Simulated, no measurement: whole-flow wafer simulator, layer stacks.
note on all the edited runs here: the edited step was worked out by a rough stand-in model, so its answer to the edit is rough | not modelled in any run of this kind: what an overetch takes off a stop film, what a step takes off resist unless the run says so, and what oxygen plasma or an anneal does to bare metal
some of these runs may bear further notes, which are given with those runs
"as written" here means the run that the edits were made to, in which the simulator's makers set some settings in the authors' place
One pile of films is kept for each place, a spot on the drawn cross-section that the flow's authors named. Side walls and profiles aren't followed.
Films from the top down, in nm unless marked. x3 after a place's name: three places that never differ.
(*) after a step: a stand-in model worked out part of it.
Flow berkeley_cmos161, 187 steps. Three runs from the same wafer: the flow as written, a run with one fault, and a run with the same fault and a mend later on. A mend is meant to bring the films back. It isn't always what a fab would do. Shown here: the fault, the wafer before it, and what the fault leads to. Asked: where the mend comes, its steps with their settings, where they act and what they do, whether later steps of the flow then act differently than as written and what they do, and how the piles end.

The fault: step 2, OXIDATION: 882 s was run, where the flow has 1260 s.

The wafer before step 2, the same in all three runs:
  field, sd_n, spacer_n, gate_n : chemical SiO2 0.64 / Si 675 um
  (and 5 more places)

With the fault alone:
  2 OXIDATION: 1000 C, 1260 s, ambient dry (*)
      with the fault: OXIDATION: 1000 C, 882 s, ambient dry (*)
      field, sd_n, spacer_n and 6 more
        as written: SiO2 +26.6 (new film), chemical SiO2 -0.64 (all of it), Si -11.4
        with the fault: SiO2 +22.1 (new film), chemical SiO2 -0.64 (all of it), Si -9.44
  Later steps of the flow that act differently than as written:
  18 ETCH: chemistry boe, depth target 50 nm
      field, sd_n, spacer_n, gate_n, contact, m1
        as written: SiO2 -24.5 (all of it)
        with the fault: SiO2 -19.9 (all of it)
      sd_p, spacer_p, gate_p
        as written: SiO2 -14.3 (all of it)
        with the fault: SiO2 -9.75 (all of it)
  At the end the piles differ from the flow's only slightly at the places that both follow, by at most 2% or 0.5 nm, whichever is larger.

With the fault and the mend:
  The mend comes after step 2.
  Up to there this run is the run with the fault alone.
  2a OXIDATION: 1000 C, 378 s, ambient dry (*) (the flow's step 2 once more, with other settings)
      field, sd_n, spacer_n and 6 more
        SiO2 +4.56, Si -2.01
  No later step of the flow acts differently than as written at any place that is followed.
  At the end the piles are the same as the flow's at every place that both follow.
